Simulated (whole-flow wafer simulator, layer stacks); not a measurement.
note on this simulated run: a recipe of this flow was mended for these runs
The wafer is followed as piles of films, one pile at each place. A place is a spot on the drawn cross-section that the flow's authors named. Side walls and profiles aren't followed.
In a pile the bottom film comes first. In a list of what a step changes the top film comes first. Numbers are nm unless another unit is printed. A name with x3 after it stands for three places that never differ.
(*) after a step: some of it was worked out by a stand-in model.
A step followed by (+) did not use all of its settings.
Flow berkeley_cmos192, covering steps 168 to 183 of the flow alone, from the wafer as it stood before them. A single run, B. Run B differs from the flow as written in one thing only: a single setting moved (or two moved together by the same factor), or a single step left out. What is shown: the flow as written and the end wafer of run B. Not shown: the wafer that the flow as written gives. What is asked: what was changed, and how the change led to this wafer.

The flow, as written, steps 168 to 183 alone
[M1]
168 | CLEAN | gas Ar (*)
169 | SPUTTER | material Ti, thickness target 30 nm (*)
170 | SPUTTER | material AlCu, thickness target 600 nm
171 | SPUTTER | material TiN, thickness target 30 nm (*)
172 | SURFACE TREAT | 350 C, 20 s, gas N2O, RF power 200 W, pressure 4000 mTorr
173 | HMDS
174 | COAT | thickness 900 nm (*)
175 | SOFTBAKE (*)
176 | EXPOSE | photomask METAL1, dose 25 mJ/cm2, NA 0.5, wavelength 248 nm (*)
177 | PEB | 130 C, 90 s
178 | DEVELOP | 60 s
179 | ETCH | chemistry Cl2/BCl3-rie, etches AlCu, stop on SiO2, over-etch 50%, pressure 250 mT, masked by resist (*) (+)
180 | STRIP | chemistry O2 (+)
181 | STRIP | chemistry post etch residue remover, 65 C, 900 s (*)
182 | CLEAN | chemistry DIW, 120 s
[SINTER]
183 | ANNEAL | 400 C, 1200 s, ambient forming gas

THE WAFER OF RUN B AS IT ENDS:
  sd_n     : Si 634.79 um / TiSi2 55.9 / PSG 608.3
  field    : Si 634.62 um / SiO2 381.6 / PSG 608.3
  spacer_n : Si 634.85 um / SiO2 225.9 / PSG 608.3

What caused this: step 170, SPUTTER: thickness target 240 nm was run, though the flow has thickness target 600 nm.

Step by step, how the change led to this:
  170 | SPUTTER | material AlCu, thickness target 600 nm
      field, sd_n, spacer_n, gate, spacer_p, gate_p, m1: AlCu gains 240 (new film) (as written it would have been: AlCu gains 600 (new film))
      sd_p: AlCu gains 217 (new film) (as written it would have been: AlCu gains 557.4 (new film))
      (and at 1 other place as well)
  171 | SPUTTER | material TiN, thickness target 30 nm (*)
      contact: TiN gains 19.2 (new film) (as written it would have been: TiN gains 16 (new film))
  174 | COAT | thickness 900 nm (*)
      contact: KrF-resist gains 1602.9 (new film) (as written it would have been: KrF-resist gains 1717.4 (new film))
  179 | ETCH | chemistry Cl2/BCl3-rie, etches AlCu, stop on SiO2, over-etch 50%, pressure 250 mT, masked by resist (*) (+)
      field, sd_n, spacer_n, gate, spacer_p, gate_p: TiN loses 30 (all of it), AlCu loses 240 (all of it), Ti loses 30 (all of it), PSG loses 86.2 (as written it would have been: TiN loses 30 (all of it), AlCu loses 600 (all of it), Ti loses 30 (all of it), PSG loses 41.2)
      sd_p: TiN loses 26.6 (all of it), AlCu loses 217 (all of it), Ti loses 26.8 (all of it), PSG loses 90 (as written it would have been: TiN loses 26.2 (all of it), AlCu loses 557.4 (all of it), Ti loses 26.8 (all of it), PSG loses 47.4)
  180 | STRIP | chemistry O2 (+)
      contact: KrF-resist loses 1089 (all of it) (as written it would have been: KrF-resist loses 1203.2 (all of it))
